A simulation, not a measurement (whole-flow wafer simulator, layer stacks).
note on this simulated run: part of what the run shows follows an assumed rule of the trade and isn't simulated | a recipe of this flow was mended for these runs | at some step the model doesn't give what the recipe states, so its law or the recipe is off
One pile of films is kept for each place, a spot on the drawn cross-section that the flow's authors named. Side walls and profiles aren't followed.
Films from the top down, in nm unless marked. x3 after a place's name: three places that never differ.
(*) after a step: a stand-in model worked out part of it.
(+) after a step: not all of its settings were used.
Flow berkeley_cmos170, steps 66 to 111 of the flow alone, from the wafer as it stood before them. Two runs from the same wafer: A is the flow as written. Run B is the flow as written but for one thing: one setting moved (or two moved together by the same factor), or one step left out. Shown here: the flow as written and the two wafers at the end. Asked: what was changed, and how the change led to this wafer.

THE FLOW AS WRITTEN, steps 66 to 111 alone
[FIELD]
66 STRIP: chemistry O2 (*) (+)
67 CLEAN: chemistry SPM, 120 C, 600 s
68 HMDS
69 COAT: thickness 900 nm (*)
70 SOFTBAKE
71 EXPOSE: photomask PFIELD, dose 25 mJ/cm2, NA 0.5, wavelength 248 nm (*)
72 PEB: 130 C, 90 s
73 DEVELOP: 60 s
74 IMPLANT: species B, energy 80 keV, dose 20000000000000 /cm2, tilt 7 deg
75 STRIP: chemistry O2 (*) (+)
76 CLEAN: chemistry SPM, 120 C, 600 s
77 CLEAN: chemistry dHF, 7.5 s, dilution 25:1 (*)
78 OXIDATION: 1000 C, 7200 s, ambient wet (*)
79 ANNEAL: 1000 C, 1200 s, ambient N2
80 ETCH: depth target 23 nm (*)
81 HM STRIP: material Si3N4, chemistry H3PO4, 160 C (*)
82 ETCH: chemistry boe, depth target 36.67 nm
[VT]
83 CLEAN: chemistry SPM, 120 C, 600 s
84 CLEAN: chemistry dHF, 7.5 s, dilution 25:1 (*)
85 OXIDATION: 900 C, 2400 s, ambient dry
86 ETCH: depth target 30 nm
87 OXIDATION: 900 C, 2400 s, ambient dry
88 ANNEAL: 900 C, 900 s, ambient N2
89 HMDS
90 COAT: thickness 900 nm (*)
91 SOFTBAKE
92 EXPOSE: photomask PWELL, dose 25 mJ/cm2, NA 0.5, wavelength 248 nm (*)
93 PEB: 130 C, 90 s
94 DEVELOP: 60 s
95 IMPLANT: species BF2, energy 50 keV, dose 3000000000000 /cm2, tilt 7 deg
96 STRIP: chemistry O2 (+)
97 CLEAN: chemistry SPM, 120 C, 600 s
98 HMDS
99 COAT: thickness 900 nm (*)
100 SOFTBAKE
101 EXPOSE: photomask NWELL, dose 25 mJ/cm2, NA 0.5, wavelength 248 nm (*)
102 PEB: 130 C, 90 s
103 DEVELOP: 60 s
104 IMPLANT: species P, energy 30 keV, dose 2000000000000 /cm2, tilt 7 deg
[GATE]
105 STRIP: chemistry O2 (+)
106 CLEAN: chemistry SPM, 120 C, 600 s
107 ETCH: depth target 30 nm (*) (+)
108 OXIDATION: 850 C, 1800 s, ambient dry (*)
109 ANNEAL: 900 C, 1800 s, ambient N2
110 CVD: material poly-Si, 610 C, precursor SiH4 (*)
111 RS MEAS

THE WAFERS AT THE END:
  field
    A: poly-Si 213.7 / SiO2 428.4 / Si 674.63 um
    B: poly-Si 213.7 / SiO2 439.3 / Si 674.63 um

The cause: step 82, ETCH: depth target 25.7 nm was run, where the flow has depth target 36.67 nm.

How the change led to this, step by step:
  82 ETCH: chemistry boe, depth target 36.67 nm
      field: A SiO2 -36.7 | B SiO2 -25.7
